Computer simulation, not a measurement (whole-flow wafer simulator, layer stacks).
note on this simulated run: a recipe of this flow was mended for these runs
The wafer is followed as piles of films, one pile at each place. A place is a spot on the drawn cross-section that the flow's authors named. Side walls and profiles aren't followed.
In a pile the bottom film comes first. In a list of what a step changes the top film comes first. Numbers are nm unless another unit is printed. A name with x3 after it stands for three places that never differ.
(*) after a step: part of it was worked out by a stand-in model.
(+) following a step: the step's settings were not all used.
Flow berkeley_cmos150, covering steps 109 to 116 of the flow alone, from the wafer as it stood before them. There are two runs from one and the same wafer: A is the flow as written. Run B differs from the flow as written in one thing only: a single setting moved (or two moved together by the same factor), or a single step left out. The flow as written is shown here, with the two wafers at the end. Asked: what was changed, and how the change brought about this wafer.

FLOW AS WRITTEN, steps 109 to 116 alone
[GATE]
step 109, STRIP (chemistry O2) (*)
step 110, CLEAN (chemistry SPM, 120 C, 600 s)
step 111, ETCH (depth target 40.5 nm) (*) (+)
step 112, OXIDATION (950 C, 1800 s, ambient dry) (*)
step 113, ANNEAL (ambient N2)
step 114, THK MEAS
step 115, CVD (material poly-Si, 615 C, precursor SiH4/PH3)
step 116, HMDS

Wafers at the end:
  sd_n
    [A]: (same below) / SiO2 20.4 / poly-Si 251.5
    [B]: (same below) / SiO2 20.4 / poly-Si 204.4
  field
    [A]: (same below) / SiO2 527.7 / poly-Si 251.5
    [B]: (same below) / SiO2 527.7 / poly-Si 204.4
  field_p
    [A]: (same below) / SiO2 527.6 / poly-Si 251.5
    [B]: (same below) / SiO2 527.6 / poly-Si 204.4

What caused this: step 115, CVD: 606 C was run, though the flow has 615 C.

Step by step, how the change led to this:
  step 115, CVD (material poly-Si, 615 C, precursor SiH4/PH3)
      field, field_p, sd_n, gate_n, sd_p x2, contact, m1: A poly-Si gains 251.5 (new film) | B poly-Si gains 204.4 (new film)
